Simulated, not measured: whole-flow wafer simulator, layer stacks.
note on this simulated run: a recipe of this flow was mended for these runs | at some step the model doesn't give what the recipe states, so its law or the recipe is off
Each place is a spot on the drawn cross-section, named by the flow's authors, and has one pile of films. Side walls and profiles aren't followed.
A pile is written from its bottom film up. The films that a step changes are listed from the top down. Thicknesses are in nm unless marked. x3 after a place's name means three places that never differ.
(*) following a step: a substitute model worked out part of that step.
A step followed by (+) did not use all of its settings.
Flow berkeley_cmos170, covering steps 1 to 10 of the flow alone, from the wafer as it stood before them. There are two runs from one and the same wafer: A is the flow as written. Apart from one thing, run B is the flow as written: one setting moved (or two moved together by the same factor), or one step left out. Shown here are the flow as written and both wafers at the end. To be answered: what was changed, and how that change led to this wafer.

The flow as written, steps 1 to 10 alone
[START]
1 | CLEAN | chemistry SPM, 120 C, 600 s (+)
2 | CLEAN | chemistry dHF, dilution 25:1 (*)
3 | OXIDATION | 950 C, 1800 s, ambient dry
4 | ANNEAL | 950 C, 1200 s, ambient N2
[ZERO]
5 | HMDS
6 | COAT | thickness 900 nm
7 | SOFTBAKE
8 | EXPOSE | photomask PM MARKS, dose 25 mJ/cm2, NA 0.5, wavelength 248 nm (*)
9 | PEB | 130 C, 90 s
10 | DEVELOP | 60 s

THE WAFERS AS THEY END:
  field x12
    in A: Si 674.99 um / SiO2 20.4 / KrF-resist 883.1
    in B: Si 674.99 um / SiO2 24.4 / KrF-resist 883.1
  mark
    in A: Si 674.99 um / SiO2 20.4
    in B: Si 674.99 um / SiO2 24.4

The reason: step 3, OXIDATION: 969 C was run, while the flow as written has 950 C.

Step by step, how the change led to this:
  3 | OXIDATION | 950 C, 1800 s, ambient dry
      field x12, mark: A SiO2 gains 20.4 (new film), Si loses 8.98 | B SiO2 gains 24.4 (new film), Si loses 10.7
